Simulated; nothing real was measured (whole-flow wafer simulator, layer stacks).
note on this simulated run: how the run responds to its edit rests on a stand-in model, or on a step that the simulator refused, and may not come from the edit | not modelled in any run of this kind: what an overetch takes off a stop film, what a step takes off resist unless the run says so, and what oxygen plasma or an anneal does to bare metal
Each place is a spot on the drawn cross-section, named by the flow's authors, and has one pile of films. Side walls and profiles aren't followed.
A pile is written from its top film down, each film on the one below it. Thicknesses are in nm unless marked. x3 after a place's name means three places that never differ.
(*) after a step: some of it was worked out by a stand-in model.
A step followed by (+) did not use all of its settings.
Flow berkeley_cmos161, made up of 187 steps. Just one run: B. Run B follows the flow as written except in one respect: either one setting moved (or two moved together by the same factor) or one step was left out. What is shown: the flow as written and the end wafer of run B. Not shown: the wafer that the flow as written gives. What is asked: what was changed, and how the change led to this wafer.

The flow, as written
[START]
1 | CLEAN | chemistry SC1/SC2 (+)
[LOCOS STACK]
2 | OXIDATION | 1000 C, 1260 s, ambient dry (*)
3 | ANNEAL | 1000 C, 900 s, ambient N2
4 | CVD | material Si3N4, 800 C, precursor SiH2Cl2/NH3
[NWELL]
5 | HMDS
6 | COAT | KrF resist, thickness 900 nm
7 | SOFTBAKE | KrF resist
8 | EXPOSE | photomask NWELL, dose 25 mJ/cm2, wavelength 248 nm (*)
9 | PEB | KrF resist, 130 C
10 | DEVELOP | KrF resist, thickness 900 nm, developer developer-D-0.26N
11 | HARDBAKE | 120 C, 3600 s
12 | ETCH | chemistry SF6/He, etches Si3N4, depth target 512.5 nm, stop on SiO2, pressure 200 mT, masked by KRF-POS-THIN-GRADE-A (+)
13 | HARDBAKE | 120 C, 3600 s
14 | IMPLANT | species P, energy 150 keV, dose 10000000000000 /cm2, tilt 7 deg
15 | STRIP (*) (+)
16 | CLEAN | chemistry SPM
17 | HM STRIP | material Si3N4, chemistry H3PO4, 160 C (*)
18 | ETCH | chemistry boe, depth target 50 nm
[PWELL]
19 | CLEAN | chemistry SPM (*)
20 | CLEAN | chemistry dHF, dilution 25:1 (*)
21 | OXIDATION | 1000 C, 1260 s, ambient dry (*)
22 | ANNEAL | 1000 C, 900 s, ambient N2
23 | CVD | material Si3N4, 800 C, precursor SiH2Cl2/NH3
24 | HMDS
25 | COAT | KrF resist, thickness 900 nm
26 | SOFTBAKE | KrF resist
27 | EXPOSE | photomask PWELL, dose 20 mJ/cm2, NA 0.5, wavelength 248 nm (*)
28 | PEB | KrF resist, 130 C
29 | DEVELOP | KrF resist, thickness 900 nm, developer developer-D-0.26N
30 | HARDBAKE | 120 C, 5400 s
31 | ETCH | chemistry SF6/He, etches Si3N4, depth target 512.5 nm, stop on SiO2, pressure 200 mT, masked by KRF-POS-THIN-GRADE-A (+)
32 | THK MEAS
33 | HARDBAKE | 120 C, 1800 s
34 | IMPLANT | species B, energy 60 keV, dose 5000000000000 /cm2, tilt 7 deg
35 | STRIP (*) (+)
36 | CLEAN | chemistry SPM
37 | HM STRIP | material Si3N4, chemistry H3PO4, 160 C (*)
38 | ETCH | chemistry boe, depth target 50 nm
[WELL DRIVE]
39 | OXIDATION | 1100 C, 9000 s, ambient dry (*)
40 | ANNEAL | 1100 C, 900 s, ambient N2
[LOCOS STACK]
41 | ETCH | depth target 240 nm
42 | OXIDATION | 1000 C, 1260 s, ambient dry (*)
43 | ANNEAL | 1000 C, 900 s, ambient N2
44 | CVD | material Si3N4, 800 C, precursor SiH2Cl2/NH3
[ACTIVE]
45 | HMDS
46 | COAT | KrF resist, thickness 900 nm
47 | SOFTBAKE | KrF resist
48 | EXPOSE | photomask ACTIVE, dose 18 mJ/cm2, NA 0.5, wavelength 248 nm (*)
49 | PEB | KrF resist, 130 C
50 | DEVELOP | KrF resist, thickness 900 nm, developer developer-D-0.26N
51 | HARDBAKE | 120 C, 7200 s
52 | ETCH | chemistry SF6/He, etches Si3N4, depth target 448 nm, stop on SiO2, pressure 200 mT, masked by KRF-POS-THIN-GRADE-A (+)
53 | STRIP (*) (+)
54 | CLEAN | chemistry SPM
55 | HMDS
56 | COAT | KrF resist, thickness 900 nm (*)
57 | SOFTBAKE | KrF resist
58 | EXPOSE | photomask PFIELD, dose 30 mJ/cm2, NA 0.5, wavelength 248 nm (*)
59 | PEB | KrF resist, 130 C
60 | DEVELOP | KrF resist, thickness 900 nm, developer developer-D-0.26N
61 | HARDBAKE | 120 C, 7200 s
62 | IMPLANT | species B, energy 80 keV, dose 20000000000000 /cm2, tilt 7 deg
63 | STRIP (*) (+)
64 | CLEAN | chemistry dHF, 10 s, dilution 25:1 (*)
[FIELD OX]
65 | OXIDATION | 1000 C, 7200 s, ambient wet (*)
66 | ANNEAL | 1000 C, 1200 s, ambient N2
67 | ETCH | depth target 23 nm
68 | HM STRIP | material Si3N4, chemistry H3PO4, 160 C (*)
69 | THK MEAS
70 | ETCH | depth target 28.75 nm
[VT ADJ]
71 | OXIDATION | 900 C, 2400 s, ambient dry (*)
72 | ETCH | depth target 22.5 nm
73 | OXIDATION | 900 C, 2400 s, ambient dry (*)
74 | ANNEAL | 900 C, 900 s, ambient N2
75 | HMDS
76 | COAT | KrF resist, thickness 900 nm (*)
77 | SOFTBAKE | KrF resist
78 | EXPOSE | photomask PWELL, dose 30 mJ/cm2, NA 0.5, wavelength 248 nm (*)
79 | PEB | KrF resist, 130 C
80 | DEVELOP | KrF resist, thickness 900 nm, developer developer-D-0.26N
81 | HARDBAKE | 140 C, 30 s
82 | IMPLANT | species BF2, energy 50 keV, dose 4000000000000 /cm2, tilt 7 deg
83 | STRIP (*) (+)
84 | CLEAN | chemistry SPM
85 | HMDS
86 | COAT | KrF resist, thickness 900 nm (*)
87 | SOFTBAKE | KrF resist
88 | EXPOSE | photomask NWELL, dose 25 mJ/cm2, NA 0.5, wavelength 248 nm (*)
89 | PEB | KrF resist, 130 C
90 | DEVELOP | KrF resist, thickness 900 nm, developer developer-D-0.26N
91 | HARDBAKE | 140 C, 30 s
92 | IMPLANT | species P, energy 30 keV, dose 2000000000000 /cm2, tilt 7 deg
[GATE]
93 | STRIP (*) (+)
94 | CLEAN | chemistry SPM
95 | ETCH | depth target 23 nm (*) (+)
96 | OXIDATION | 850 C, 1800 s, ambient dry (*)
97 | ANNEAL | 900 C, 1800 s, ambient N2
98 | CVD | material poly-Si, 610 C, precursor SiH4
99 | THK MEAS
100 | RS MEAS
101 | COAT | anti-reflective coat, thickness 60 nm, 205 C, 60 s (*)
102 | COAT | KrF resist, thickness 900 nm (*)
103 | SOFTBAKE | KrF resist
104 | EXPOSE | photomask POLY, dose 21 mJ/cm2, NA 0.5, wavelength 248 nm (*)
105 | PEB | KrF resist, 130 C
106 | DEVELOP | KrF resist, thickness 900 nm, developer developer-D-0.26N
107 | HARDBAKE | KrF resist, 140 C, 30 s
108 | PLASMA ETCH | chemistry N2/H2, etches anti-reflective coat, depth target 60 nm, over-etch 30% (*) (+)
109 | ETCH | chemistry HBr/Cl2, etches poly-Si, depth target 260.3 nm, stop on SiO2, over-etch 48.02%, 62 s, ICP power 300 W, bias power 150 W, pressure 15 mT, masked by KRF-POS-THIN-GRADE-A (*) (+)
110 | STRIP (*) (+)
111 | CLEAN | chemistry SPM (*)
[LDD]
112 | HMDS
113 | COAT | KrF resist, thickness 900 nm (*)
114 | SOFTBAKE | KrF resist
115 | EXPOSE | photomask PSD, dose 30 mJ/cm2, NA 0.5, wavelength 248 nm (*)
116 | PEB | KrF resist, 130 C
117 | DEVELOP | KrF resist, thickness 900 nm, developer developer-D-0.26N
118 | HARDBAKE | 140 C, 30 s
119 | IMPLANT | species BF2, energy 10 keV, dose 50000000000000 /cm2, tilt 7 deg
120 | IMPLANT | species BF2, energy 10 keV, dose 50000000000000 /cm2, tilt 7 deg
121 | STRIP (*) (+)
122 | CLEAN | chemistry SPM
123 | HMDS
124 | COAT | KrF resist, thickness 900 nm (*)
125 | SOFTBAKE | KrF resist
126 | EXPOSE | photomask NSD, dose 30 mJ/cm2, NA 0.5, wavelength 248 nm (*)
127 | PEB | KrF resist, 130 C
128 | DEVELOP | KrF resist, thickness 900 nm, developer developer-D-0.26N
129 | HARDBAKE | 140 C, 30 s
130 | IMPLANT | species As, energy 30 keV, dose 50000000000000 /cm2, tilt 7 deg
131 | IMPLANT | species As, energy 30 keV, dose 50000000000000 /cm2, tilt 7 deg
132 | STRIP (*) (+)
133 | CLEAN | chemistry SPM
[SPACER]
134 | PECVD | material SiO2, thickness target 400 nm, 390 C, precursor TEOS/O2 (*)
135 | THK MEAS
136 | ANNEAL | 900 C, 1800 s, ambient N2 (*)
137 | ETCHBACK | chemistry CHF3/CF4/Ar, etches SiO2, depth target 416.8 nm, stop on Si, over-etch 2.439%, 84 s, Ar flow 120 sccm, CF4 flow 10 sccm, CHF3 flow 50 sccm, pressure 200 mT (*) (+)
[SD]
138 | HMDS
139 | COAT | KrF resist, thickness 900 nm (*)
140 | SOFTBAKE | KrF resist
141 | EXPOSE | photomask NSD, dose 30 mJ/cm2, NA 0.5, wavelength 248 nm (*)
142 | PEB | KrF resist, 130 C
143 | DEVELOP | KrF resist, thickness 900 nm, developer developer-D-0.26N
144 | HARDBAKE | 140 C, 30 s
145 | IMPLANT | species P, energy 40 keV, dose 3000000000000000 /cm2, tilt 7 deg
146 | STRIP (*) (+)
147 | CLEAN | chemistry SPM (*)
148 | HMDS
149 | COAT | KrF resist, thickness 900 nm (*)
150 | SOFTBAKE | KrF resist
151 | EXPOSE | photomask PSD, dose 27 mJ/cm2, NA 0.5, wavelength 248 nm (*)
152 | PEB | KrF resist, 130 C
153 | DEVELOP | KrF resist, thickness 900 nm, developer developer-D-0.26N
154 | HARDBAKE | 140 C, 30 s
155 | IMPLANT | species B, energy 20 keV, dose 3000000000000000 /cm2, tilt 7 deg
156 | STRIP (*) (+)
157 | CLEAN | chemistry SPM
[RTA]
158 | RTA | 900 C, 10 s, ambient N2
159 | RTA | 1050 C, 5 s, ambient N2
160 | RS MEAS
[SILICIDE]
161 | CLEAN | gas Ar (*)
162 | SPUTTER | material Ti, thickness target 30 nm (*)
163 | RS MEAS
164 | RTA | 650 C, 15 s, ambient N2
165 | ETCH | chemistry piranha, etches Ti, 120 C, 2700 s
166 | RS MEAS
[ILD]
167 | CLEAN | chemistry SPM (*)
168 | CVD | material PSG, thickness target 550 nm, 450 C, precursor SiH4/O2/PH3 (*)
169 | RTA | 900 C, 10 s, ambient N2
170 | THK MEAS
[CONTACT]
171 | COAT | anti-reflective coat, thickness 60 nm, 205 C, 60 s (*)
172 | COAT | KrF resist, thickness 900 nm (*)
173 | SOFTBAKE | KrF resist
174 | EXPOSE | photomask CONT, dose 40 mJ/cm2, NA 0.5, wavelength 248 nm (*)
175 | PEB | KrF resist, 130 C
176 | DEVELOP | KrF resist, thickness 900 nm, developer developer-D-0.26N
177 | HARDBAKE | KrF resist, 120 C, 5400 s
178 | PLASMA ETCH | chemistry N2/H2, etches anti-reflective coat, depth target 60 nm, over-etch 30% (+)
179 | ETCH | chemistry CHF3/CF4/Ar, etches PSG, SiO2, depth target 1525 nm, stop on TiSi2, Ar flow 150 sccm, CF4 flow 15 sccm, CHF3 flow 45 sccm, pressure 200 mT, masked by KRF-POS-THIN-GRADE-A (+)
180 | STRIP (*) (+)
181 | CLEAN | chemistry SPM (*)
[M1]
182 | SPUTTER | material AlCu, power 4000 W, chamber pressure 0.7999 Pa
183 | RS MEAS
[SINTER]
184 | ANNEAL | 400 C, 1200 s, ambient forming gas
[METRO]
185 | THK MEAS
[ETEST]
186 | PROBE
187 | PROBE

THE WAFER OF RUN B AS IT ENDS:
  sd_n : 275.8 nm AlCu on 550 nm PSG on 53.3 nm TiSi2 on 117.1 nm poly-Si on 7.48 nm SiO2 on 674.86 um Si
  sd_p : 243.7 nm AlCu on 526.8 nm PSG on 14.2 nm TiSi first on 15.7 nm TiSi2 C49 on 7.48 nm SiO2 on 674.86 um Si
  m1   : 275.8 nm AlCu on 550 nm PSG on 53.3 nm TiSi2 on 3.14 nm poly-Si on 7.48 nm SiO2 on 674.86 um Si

What caused this: step 108, PLASMA ETCH: chemistry N2/H2, etches anti-reflective coat, depth target 60 nm, over-etch 30% (*) (+), was omitted.

How this came from the change, step by step:
  109 | ETCH | chemistry HBr/Cl2, etches poly-Si, depth target 260.3 nm, stop on SiO2, over-etch 48.02%, 62 s, ICP power 300 W, bias power 150 W, pressure 15 mT, masked by KRF-POS-THIN-GRADE-A (*) (+)
      field: -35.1 anti-reflective coat (all of it), -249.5 poly-Si (all of it), -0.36 SiO2 (as written it would have been: -244.6 poly-Si (all of it), -1.83 SiO2)
      sd_n: -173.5 anti-reflective coat (all of it), -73 poly-Si (as written it would have been: -248.1 poly-Si (all of it), -1.56 SiO2)
      (as well as at 5 more places)
  110 | STRIP (*) (+)
      sd_n, sd_p, m1: +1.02 chemical SiO2 (new film), -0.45 poly-Si (as written it would have been: nothing)
      gate_n: +0.78 chemical SiO2 (new film), -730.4 KrF resist (all of it), -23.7 anti-reflective coat (all of it), -0.34 poly-Si (as written it would have been: +0.75 chemical SiO2 (new film), -626.8 KrF resist (all of it), -23.7 anti-reflective coat (all of it), -0.33 poly-Si)
      (as well as at 1 more place)
  113 | COAT | KrF resist, thickness 900 nm (*)
      field: +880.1 KrF resist (new film) (as written it would have been: +843.2 KrF resist (new film))
      sd_n: +871.8 KrF resist (new film) (as written it would have been: +1019.8 KrF resist (new film))
      (as well as at 5 more places)
  117 | DEVELOP | KrF resist, thickness 900 nm, developer developer-D-0.26N
      gate_p: -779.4 KrF resist (all of it) (as written it would have been: -759.7 KrF resist (all of it))
  118 | HARDBAKE | 140 C, 30 s
      field: -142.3 KrF resist (as written it would have been: -136.4 KrF resist)
      sd_n: -141 KrF resist (as written it would have been: -165 KrF resist)
      (as well as at 4 more places)
  121 | STRIP (*) (+)
      sd_n: -715.2 KrF resist (all of it), +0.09 chemical SiO2 (as written it would have been: -839 KrF resist (all of it))
      m1: -802 KrF resist (all of it), +0.09 chemical SiO2 (as written it would have been: -838.1 KrF resist (all of it))
      (as well as at 4 more places)
  124 | COAT | KrF resist, thickness 900 nm (*)
      field: +880.1 KrF resist (new film) (as written it would have been: +843.7 KrF resist (new film))
      sd_n: +871.7 KrF resist (new film) (as written it would have been: +1019.9 KrF resist (new film))
      (as well as at 5 more places)
  128 | DEVELOP | KrF resist, thickness 900 nm, developer developer-D-0.26N
      sd_n: -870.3 KrF resist (all of it) (as written it would have been: -1018.2 KrF resist (all of it))
      spacer_n: -1078.6 KrF resist (all of it) (as written it would have been: -1012.7 KrF resist (all of it))
      (as well as at 2 more places)
  129 | HARDBAKE | 140 C, 30 s
      field: -142.3 KrF resist (as written it would have been: -136.5 KrF resist)
      gate_p: -126.2 KrF resist (as written it would have been: -123 KrF resist)
      (as well as at 1 more place)
  132 | STRIP (*) (+)
      gate_p: -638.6 KrF resist (all of it), +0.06 chemical SiO2, -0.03 poly-Si (as written it would have been: -622.4 KrF resist (all of it), +0.06 chemical SiO2)
      m1: -802 KrF resist (all of it), +0.07 chemical SiO2 (as written it would have been: -838.1 KrF resist (all of it))
      (as well as at 1 more place)
  134 | PECVD | material SiO2, thickness target 400 nm, 390 C, precursor TEOS/O2 (*)
      sd_n, m1: +400 SiO2 (new film) (as written it would have been: +400 SiO2)
      sd_p: +387.3 SiO2 (new film) (as written it would have been: +385 SiO2)
      (as well as at 1 more place)
  136 | ANNEAL | 900 C, 1800 s, ambient N2 (*)
      spacer_n: -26 SiO2 (as written it would have been: -17.3 SiO2)
  137 | ETCHBACK | chemistry CHF3/CF4/Ar, etches SiO2, depth target 416.8 nm, stop on Si, over-etch 2.439%, 84 s, Ar flow 120 sccm, CF4 flow 10 sccm, CHF3 flow 50 sccm, pressure 200 mT (*) (+)
      sd_n: -382 SiO2 (all of it), -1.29 chemical SiO2 (all of it), -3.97 poly-Si (as written it would have been: -387.9 SiO2 (all of it))
      sd_p: -369.8 SiO2 (all of it), -1.29 chemical SiO2 (all of it), -5.08 poly-Si (as written it would have been: -373.4 SiO2 (all of it))
      (as well as at 2 more places)
  139 | COAT | KrF resist, thickness 900 nm (*)
      field: +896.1 KrF resist (new film) (as written it would have been: +863.9 KrF resist (new film))
      sd_n: +857.7 KrF resist (new film) (as written it would have been: +1008.1 KrF resist (new film))
      (as well as at 6 more places)
  143 | DEVELOP | KrF resist, thickness 900 nm, developer developer-D-0.26N
      sd_n: -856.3 KrF resist (all of it) (as written it would have been: -1006.5 KrF resist (all of it))
      spacer_n: -876 KrF resist (all of it) (as written it would have been: -815.5 KrF resist (all of it))
      (as well as at 2 more places)
  144 | HARDBAKE | 140 C, 30 s
      field: -145 KrF resist (as written it would have been: -139.8 KrF resist)
      spacer_p: -134 KrF resist (as written it would have been: -131 KrF resist)
      (as well as at 2 more places)
  ... 13 further steps ...
  182 | SPUTTER | material AlCu, power 4000 W, chamber pressure 0.7999 Pa
      sd_p: +243.7 AlCu (new film) (as written it would have been: +234.7 AlCu (new film))
      contact: +184.4 AlCu (new film) (as written it would have been: +192.2 AlCu (new film))
